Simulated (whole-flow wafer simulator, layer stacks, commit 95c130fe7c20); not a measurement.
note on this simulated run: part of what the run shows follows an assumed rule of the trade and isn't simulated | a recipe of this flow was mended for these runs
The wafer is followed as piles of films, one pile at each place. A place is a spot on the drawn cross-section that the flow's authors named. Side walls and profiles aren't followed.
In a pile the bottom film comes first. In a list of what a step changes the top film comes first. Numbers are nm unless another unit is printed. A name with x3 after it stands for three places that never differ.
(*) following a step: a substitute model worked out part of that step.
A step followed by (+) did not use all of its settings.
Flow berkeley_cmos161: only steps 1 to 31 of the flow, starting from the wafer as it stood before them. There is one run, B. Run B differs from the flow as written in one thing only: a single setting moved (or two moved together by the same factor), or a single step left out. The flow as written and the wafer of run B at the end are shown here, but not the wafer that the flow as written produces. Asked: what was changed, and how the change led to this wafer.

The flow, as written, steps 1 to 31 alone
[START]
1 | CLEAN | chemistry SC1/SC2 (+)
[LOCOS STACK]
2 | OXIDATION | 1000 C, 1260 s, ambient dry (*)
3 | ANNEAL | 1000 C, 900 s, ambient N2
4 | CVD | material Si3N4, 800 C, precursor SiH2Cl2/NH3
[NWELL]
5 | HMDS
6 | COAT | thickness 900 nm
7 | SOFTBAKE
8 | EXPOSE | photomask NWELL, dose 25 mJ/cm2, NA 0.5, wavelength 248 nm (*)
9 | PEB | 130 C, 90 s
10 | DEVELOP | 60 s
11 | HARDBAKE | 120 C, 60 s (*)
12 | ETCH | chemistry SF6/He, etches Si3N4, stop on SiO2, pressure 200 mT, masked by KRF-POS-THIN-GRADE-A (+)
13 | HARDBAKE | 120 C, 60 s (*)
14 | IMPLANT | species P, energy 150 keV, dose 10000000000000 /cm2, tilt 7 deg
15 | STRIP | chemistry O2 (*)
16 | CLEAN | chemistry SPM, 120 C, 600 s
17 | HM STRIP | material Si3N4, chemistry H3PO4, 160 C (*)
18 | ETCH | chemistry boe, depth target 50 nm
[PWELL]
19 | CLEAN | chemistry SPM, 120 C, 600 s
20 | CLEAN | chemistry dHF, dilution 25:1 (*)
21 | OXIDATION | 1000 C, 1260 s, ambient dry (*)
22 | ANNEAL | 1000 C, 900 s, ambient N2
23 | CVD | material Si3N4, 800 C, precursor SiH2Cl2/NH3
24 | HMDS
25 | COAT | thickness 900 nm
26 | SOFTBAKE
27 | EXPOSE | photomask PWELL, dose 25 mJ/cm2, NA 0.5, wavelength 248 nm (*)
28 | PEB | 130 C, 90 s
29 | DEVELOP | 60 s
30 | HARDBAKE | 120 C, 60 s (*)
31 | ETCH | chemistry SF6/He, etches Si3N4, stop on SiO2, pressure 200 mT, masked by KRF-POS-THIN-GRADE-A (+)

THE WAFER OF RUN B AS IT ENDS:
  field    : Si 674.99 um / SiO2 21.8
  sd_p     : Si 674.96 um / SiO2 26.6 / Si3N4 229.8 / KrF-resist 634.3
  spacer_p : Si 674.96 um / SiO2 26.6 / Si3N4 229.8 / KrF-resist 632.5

What caused this: step 2, OXIDATION: 1000 C, 1260 s, ambient dry (*), was skipped.

Step by step, how the change led to this:
  12 | ETCH | chemistry SF6/He, etches Si3N4, stop on SiO2, pressure 200 mT, masked by KRF-POS-THIN-GRADE-A (+)
      sd_p, spacer_p, gate_p: -229.8 Si3N4 (all of it), -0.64 chemical SiO2 (all of it), -30 Si (in the flow as written it would be: -229.8 Si3N4 (all of it), -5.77 SiO2)
  15 | STRIP | chemistry O2 (*)
      sd_p, spacer_p, gate_p: +0.81 chemical SiO2 (new film), -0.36 Si (in the flow as written it would be: nothing)
  17 | HM STRIP | material Si3N4, chemistry H3PO4, 160 C (*)
      field, sd_n, spacer_n, gate_n, contact, m1: -229.8 Si3N4 (all of it), -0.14 chemical SiO2, -0.22 Si (in the flow as written it would be: -229.8 Si3N4 (all of it), -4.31 SiO2)
      sd_p, spacer_p, gate_p: -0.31 chemical SiO2, -0.22 Si (in the flow as written it would be: -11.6 SiO2)
  18 | ETCH | chemistry boe, depth target 50 nm
      field, sd_n, spacer_n, gate_n, contact, m1: -0.5 chemical SiO2 (all of it) (in the flow as written it would be: -22.3 SiO2 (all of it))
      sd_p, spacer_p, gate_p: -0.5 chemical SiO2 (all of it) (in the flow as written it would be: -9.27 SiO2 (all of it))
